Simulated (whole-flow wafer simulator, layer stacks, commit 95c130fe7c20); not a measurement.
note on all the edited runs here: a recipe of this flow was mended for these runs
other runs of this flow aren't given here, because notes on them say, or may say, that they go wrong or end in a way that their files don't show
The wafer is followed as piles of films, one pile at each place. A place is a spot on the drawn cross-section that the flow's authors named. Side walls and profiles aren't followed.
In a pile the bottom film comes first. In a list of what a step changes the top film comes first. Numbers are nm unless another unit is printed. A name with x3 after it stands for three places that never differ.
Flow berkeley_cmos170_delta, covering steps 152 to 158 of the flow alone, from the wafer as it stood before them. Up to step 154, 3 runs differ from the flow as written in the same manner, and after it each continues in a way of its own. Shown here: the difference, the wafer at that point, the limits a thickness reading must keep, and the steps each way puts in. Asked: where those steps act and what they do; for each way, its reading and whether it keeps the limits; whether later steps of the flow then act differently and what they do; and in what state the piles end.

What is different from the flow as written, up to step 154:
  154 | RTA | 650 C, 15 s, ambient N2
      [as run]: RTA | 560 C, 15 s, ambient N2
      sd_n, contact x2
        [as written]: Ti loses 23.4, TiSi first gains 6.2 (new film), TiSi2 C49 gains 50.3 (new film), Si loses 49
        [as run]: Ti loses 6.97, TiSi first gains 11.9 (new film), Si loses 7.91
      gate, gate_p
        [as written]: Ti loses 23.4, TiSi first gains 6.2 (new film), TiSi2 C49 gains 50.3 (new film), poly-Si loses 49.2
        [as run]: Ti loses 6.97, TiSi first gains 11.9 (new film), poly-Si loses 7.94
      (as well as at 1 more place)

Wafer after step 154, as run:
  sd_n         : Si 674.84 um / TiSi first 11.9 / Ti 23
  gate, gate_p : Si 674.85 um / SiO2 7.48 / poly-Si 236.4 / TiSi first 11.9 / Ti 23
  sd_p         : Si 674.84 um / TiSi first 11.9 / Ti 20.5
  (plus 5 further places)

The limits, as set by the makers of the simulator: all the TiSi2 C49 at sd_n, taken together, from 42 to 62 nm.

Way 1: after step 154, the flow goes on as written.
  After step 154, the reading is 0 nm, outside the limits.
  Steps later in the flow that act otherwise than as written (1 more step, not shown, differs only slightly: by at most 2% or 0.5 nm, whichever is larger):
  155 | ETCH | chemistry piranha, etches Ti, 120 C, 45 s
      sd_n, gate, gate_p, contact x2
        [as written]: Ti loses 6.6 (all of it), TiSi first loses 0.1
        [this way]: Ti loses 23 (all of it), TiSi first loses 0.09
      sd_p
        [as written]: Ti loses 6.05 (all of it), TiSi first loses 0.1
        [this way]: Ti loses 20.5 (all of it), TiSi first loses 0.09
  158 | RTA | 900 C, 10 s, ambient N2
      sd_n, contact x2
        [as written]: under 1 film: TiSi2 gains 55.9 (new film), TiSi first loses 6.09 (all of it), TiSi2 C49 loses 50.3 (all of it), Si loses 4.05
        [this way]: under 1 film: TiSi2 gains 16.6 (new film), TiSi first loses 11.8 (all of it), Si loses 7.85
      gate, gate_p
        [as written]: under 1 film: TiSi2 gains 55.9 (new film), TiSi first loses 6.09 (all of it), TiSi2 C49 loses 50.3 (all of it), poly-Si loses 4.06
        [this way]: under 1 film: TiSi2 gains 16.6 (new film), TiSi first loses 11.8 (all of it), poly-Si loses 7.88
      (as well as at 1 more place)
  By the end, the piles at sd_n, gate, sd_p, gate_p, contact x2 depart from the flow's by more than 2% or 0.5 nm, whichever is larger.
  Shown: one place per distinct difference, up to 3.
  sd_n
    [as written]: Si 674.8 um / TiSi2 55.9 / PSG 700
    [this way]: Si 674.83 um / TiSi2 16.6 / PSG 700
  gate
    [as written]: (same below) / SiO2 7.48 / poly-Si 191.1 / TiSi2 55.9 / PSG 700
    [this way]: (same below) / SiO2 7.48 / poly-Si 228.5 / TiSi2 16.6 / PSG 700
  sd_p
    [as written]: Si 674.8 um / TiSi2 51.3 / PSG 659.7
    [this way]: Si 674.83 um / TiSi2 16.6 / PSG 659.3

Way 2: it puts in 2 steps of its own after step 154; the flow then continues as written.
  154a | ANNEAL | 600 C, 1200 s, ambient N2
      sd_n, contact x2
        Ti loses 16.4, TiSi2 C49 gains 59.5 (new film), TiSi first loses 11.9 (all of it), Si loses 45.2
      gate, gate_p
        Ti loses 16.4, TiSi2 C49 gains 59.5 (new film), TiSi first loses 11.9 (all of it), poly-Si loses 45.4
      sd_p
        Ti loses 14.5, TiSi2 C49 gains 54.6 (new film), TiSi first loses 11.9 (all of it), Si loses 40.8
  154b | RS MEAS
      alters no film at any place that is followed
  After step 154b, the reading is 59.5 nm, within the limits.
  Steps later in the flow that act otherwise than as written (2 more steps, not shown, differ only slightly: by at most 2% or 0.5 nm, whichever is larger):
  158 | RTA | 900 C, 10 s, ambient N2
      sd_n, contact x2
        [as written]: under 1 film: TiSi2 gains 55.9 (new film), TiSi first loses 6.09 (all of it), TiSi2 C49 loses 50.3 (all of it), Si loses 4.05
        [this way]: under 1 film: TiSi2 gains 55.9 (new film), TiSi2 C49 loses 59.4 (all of it)
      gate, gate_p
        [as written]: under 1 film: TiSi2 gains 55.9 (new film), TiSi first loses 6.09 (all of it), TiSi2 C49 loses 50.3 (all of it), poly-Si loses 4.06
        [this way]: under 1 film: TiSi2 gains 55.9 (new film), TiSi2 C49 loses 59.4 (all of it)
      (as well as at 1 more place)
  The piles end only slightly different from the flow's at the places that both follow, by no more than 2% or 0.5 nm, whichever is larger.

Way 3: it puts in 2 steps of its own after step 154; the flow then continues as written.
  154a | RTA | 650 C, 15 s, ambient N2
      sd_n, contact x2
        Ti loses 16.4, TiSi first loses 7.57, TiSi2 C49 gains 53 (new film), Si loses 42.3
      gate, gate_p
        Ti loses 16.4, TiSi first loses 7.57, TiSi2 C49 gains 53 (new film), poly-Si loses 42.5
      sd_p
        Ti loses 14.5, TiSi2 C49 gains 54.6 (new film), TiSi first loses 11.9 (all of it), Si loses 40.8
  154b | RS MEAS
      alters no film at any place that is followed
  After step 154b, the reading is 53 nm, within the limits.
  Steps later in the flow that act otherwise than as written (2 more steps, not shown, differ only slightly: by at most 2% or 0.5 nm, whichever is larger):
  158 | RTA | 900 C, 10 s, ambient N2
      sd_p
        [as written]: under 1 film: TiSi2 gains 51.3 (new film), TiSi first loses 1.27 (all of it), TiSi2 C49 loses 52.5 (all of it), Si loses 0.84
        [this way]: under 1 film: TiSi2 gains 51.3 (new film), TiSi2 C49 loses 54.5 (all of it)
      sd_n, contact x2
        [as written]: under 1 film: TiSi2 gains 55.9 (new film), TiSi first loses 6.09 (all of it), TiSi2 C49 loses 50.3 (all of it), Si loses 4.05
        [this way]: under 1 film: TiSi2 gains 55.9 (new film), TiSi first loses 4.25 (all of it), TiSi2 C49 loses 53 (all of it), Si loses 2.82
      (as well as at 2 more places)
  The piles end only slightly different from the flow's at the places that both follow, by no more than 2% or 0.5 nm, whichever is larger.

Inside the limits: way 2, way 3. Outside the limits: way 1.
